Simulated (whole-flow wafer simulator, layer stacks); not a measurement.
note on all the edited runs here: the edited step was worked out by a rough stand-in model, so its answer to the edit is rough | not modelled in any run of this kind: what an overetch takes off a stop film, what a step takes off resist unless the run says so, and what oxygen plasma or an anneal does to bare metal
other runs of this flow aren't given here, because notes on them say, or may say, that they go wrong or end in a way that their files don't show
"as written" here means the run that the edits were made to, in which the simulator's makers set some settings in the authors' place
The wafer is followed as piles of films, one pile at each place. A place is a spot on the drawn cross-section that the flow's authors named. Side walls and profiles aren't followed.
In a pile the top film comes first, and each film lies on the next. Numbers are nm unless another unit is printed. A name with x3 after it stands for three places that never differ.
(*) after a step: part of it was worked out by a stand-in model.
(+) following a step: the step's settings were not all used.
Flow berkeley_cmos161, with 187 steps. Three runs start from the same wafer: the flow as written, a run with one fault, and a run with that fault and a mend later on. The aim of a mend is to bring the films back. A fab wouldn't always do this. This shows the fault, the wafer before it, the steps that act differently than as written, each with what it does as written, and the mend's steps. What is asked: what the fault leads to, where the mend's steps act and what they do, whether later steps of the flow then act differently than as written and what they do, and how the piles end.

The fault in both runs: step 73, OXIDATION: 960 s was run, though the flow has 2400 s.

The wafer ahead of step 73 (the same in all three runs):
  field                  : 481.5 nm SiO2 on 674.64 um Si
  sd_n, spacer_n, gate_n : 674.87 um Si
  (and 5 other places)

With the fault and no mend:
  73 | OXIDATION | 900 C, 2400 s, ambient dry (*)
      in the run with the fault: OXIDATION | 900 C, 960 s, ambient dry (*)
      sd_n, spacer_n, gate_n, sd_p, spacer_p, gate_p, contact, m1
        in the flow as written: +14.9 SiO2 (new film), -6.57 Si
        in the run with the fault: +8.44 SiO2 (new film), -3.71 Si
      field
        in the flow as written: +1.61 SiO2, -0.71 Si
        in the run with the fault: +0.65 SiO2, -0.28 Si
  Later steps of the flow acting differently than as written (46 other steps are not shown; they differ only slightly, by no more than 2% or 0.5 nm, whichever is larger):
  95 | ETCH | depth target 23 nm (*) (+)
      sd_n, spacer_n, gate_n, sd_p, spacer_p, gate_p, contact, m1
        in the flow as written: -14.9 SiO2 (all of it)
        in the run with the fault: -8.44 SiO2 (all of it)
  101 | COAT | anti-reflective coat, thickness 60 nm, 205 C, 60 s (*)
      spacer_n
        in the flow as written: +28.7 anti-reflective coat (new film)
        in the run with the fault: +29.4 anti-reflective coat (new film)
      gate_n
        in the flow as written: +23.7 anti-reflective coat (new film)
        in the run with the fault: +24.4 anti-reflective coat (new film)
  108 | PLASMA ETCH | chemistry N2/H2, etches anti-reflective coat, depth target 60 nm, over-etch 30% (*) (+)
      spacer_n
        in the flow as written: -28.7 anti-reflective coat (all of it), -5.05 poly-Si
        in the run with the fault: -29.4 anti-reflective coat (all of it), -4.95 poly-Si
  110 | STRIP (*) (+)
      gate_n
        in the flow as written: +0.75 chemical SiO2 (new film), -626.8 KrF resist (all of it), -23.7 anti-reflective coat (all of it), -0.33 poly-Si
        in the run with the fault: +0.75 chemical SiO2 (new film), -624.7 KrF resist (all of it), -24.4 anti-reflective coat (all of it), -0.33 poly-Si
  When the end is reached, the piles differ only a little from the flow's at the places that both follow, at most by 2% or 0.5 nm, whichever is larger.

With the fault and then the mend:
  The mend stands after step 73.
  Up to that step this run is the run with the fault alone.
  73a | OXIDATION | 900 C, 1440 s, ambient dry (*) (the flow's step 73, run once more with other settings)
      sd_n, spacer_n, gate_n, sd_p, spacer_p, gate_p, contact, m1
        +6.5 SiO2, -2.86 Si
      field
        +0.97 SiO2, -0.43 Si
  Every later step of the flow that is run acts as written at every place that is followed.
  By the end, the piles equal the flow's at every place that both follow.
